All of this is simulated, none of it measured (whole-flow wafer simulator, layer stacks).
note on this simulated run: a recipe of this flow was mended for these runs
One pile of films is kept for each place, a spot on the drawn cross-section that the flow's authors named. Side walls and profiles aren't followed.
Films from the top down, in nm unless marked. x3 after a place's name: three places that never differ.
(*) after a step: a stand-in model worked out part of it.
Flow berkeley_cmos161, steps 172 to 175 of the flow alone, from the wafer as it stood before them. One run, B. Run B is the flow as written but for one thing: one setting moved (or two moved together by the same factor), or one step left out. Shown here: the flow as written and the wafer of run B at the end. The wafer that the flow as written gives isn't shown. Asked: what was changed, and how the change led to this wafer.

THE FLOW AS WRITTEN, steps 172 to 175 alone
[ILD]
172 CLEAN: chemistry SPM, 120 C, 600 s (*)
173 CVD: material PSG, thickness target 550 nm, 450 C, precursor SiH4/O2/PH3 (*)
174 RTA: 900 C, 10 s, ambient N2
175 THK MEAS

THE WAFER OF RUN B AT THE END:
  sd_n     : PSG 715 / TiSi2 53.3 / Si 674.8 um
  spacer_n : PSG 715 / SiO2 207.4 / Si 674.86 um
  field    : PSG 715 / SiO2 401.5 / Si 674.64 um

The cause: step 173, CVD: thickness target 715 nm was run, where the flow has thickness target 550 nm.
It can be read off the wafer: sd_n has PSG 715, and step 173 as written asks for 550 nm.

How the change led to this, step by step:
  173 CVD: material PSG, thickness target 550 nm, 450 C, precursor SiH4/O2/PH3 (*)
      field, sd_n, spacer_n, gate_n, spacer_p, gate_p, contact x2: PSG +715 (new film) (as written it would be: PSG +550 (new film))
      sd_p: PSG +676.2 (new film) (as written it would be: PSG +522.4 (new film))
